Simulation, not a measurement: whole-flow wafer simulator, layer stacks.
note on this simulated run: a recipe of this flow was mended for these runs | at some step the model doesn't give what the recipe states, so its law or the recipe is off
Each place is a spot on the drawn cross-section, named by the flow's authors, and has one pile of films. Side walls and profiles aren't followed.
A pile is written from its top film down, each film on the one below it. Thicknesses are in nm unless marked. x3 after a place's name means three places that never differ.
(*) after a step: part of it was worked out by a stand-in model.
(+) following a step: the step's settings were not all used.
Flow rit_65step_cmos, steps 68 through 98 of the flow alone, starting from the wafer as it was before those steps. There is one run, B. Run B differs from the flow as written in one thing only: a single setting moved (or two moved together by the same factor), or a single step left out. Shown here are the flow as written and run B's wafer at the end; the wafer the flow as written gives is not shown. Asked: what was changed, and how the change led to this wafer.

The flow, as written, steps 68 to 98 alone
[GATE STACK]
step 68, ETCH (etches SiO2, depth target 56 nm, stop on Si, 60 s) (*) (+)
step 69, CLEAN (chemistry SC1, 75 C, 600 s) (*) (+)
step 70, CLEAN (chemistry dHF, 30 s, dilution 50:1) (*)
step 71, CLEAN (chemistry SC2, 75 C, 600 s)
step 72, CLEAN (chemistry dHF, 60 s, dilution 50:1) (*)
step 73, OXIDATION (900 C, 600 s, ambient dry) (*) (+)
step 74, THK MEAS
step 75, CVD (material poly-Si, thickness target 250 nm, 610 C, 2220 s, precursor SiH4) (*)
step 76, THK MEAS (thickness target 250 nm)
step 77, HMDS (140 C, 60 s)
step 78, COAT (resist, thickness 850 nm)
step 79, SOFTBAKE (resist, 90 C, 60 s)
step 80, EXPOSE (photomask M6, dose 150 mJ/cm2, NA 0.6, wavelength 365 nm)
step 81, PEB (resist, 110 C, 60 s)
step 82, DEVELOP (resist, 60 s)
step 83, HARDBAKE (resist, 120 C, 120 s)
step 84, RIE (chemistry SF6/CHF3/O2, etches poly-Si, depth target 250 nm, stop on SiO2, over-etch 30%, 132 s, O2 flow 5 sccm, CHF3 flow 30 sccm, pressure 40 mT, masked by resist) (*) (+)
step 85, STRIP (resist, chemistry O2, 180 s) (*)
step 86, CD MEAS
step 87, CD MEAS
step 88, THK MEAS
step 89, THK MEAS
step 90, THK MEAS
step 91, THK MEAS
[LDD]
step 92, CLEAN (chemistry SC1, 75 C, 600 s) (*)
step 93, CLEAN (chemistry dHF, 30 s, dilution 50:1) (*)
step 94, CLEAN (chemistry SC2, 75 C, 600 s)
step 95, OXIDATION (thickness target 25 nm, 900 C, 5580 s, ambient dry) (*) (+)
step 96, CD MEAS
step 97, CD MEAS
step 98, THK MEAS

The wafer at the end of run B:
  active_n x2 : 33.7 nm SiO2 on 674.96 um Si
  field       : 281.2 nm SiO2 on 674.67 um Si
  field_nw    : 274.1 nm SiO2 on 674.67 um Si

What caused this: step 75, CVD: thickness target 341 nm was run, while the flow as written has thickness target 250 nm; step 75, CVD: 3025 s was run, where the flow has 2220 s.

The path from the change to this, step by step:
  step 75, CVD (material poly-Si, thickness target 250 nm, 610 C, 2220 s, precursor SiH4) (*)
      field, field_pw, field_nw and 11 more: +341 poly-Si (new film) (in the flow as written it would be: +250 poly-Si (new film))
  step 84, RIE (chemistry SF6/CHF3/O2, etches poly-Si, depth target 250 nm, stop on SiO2, over-etch 30%, 132 s, O2 flow 5 sccm, CHF3 flow 30 sccm, pressure 40 mT, masked by resist) (*) (+)
      field, field_pw, field_nw and 9 more: -325 poly-Si (in the flow as written it would be: -250 poly-Si (all of it), -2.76 SiO2)
  step 85, STRIP (resist, chemistry O2, 180 s) (*)
      field, field_pw, field_nw and 9 more: +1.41 chemical SiO2 (new film), -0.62 poly-Si (in the flow as written it would be: nothing)
  step 92, CLEAN (chemistry SC1, 75 C, 600 s) (*)
      field, field_pw, field_nw and 9 more: -0.81 chemical SiO2, -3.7 poly-Si (in the flow as written it would be: -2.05 SiO2)
  step 93, CLEAN (chemistry dHF, 30 s, dilution 50:1) (*)
      active_n x2, spacer, spacer_p, sd_n, sd_p, contact, m1: -0.6 chemical SiO2 (all of it) (in the flow as written it would be: -2.36 SiO2 (all of it))
      field, field_pw, field_nw, field_p: -0.6 chemical SiO2 (all of it) (in the flow as written it would be: -2.78 SiO2)
  step 95, OXIDATION (thickness target 25 nm, 900 C, 5580 s, ambient dry) (*) (+)
      active_n x2, spacer, spacer_p, sd_n, sd_p, contact, m1: -0.4 chemical SiO2 (all of it), -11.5 poly-Si (all of it), +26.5 SiO2 (in the flow as written it would be: +26.5 SiO2 (new film), -0.4 chemical SiO2 (all of it), -11.5 Si)
      field, field_pw: -0.4 chemical SiO2 (all of it), -11.5 poly-Si (all of it), +26.5 SiO2 (in the flow as written it would be: +6.43 SiO2, -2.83 Si)
      (and at 2 other places as well)
